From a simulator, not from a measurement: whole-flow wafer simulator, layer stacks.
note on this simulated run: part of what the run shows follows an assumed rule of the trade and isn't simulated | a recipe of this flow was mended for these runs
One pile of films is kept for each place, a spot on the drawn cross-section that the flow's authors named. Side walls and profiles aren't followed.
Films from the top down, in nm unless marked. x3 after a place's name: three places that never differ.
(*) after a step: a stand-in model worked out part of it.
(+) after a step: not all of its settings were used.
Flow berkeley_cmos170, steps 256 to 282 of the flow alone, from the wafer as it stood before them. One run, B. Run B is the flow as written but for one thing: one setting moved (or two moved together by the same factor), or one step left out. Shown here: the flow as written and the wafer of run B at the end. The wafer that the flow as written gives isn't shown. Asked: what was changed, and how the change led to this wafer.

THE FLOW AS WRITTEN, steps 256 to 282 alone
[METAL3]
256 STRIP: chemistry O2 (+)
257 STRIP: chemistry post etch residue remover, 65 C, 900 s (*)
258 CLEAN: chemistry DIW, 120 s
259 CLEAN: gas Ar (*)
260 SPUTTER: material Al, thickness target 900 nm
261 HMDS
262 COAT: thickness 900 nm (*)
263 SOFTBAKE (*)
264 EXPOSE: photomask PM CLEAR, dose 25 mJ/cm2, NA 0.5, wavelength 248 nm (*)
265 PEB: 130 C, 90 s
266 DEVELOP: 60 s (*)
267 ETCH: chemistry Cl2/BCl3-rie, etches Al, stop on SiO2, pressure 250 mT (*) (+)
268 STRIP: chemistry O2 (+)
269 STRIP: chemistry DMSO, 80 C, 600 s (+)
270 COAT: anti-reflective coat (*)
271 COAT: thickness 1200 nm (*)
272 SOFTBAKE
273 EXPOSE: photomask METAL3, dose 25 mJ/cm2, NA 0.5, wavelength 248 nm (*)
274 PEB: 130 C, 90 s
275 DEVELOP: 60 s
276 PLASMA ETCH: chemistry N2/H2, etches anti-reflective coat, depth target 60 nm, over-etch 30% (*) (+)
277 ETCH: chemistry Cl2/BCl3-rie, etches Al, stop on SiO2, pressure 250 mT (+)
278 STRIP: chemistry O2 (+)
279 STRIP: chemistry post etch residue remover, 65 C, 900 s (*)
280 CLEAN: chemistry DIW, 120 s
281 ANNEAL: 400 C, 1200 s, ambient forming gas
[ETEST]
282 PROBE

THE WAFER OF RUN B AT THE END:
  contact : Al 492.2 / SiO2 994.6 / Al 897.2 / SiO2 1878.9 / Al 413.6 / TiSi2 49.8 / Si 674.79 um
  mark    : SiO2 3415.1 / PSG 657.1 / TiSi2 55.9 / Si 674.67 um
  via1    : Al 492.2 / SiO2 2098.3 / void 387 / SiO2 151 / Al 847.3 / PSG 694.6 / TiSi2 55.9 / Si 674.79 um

The cause: step 260, SPUTTER: thickness target 495 nm was run, where the flow has thickness target 900 nm.

How the change led to this, step by step:
  260 SPUTTER: material Al, thickness target 900 nm
      field, mark, sd_n and 9 more: Al +495 (new film) (as written it would be: Al +900 (new film))
      via2: Al +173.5 (as written it would be: Al +259.4)
  262 COAT: thickness 900 nm (*)
      via2: KrF-resist +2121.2 (new film) (as written it would be: KrF-resist +2428.6 (new film))
  265 PEB: 130 C, 90 s
      via2: KrF-resist -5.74 (as written it would be: KrF-resist -7.55)
  267 ETCH: chemistry Cl2/BCl3-rie, etches Al, stop on SiO2, pressure 250 mT (*) (+)
      field, sd_n, spacer_n and 9 more: KrF-resist -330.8 (as written it would be: KrF-resist -533.3)
      mark: Al -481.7 (all of it), SiO2 -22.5 (as written it would be: Al -886.7 (all of it), SiO2 -22.5)
  268 STRIP: chemistry O2 (+)
      field, spacer_n, gate_n: KrF-resist -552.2 (all of it) (as written it would be: KrF-resist -349.7 (all of it))
      spacer_p, gate_p: KrF-resist -552.1 (all of it) (as written it would be: KrF-resist -349.6 (all of it))
      (and at 7 more places)
  270 COAT: anti-reflective coat (*)
      m1: anti-reflective coat +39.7 (new film) (as written it would be: anti-reflective coat +40.9 (new film))
      via2: anti-reflective coat +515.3 (new film) (as written it would be: anti-reflective coat +671.1 (new film))
  271 COAT: thickness 1200 nm (*)
      via2: KrF-resist +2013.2 (new film) (as written it would be: KrF-resist +2189.1 (new film))
  274 PEB: 130 C, 90 s
      via2: KrF-resist -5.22 (as written it would be: KrF-resist -6.08)
  277 ETCH: chemistry Cl2/BCl3-rie, etches Al, stop on SiO2, pressure 250 mT (+)
      field, sd_n, spacer_n, gate_n, sd_p, spacer_p, gate_p: Al -495 (all of it), SiO2 -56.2 (as written it would be: Al -900 (all of it), SiO2 -56.2)
      contact, m1, via1, m2, via2: KrF-resist -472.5 (as written it would be: KrF-resist -675)
      (and at 1 more place)
  278 STRIP: chemistry O2 (+)
      contact: KrF-resist -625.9 (all of it), anti-reflective coat -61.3 (all of it) (as written it would be: KrF-resist -424 (all of it), anti-reflective coat -61.1 (all of it))
      m1: KrF-resist -620.4 (all of it), anti-reflective coat -39.7 (all of it) (as written it would be: KrF-resist -423.6 (all of it), anti-reflective coat -40.9 (all of it))
      (and at 3 more places)
